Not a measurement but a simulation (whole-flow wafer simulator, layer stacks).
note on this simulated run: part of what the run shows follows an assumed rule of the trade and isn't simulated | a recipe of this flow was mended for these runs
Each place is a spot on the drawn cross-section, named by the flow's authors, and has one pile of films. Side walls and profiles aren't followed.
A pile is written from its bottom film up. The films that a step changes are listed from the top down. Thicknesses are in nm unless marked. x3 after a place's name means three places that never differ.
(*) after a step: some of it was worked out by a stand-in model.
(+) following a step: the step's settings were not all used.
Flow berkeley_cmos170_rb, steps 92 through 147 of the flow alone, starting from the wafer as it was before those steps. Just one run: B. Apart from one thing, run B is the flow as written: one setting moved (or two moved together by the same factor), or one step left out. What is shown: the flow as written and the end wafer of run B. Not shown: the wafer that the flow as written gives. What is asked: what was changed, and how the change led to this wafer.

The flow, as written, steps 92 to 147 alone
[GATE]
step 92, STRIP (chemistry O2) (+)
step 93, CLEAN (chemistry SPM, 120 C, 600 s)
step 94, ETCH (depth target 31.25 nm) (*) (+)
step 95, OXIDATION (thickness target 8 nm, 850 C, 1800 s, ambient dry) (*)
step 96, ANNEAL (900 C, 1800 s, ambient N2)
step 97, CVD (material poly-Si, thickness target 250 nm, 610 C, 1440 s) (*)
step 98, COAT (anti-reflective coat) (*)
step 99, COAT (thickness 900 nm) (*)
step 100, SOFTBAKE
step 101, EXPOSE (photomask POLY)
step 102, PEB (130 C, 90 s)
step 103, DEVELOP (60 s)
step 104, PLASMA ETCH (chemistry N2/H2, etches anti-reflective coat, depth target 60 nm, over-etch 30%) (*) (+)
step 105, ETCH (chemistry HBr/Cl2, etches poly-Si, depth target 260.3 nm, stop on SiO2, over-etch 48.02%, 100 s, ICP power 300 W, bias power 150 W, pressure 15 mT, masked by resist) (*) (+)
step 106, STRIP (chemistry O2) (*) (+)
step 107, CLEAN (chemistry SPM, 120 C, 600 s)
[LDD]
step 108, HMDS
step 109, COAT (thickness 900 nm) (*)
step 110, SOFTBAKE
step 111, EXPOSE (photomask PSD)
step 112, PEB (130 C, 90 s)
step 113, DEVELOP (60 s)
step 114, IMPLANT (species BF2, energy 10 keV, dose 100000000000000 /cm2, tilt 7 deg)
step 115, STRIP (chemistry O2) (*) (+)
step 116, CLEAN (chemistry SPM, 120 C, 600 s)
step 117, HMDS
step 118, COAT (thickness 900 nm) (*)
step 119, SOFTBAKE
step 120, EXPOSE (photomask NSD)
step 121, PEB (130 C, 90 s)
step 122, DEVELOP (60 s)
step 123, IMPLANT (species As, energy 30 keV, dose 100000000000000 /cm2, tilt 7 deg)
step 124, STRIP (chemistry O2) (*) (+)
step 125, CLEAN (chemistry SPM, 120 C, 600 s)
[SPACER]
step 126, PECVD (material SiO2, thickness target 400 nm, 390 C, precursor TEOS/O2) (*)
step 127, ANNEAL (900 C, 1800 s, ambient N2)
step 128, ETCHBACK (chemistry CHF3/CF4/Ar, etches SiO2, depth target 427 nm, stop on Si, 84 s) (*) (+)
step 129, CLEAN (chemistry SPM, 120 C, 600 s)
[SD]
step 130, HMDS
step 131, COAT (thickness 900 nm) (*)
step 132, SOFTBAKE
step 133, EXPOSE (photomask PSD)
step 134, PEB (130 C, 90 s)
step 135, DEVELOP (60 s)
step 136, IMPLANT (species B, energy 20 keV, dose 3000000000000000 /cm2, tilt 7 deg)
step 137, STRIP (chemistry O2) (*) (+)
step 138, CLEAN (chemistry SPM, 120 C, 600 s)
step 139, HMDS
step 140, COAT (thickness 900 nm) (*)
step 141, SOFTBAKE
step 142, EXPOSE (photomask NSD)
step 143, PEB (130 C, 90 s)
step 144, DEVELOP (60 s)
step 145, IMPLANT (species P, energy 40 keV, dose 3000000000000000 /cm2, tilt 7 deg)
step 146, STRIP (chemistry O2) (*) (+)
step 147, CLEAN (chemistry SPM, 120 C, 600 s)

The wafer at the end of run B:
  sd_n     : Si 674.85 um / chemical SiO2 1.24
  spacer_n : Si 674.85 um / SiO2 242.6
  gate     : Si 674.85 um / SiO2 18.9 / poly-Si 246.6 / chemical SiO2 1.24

The reason: step 94, ETCH: depth target 31.25 nm (*) (+), was not run.

Step by step, how the change led to this:
  step 95, OXIDATION (thickness target 8 nm, 850 C, 1800 s, ambient dry) (*)
      sd_n, spacer_n, gate, sd_p, spacer_p, gate_p, contact, m1: SiO2 gains 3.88, Si loses 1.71 (in the flow as written it would be: SiO2 gains 7.53 (new film), Si loses 3.31)
  step 98, COAT (anti-reflective coat) (*)
      spacer_n, spacer_p: anti-reflective coat gains 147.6 (new film) (in the flow as written it would be: anti-reflective coat gains 143 (new film))
      sd_n: anti-reflective coat gains 167.3 (new film) (in the flow as written it would be: anti-reflective coat gains 154.3 (new film))
      (also at 3 further places)
  step 104, PLASMA ETCH (chemistry N2/H2, etches anti-reflective coat, depth target 60 nm, over-etch 30%) (*) (+)
      spacer_n, spacer_p: anti-reflective coat loses 147.6 (all of it), poly-Si loses 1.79 (in the flow as written it would be: anti-reflective coat loses 143 (all of it), poly-Si loses 1.48)
      gate, gate_p: KrF-resist loses 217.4 (in the flow as written it would be: KrF-resist loses 200.6)
      (also at 4 further places)
  step 128, ETCHBACK (chemistry CHF3/CF4/Ar, etches SiO2, depth target 427 nm, stop on Si, 84 s) (*) (+)
      sd_n: SiO2 loses 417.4 (all of it), Si loses 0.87 (in the flow as written it would be: SiO2 loses 406 (all of it), Si loses 1.91)
      sd_p: SiO2 loses 400.8 (all of it), Si loses 2.38 (in the flow as written it would be: SiO2 loses 391.2 (all of it), Si loses 3.26)
      (also at 2 further places)
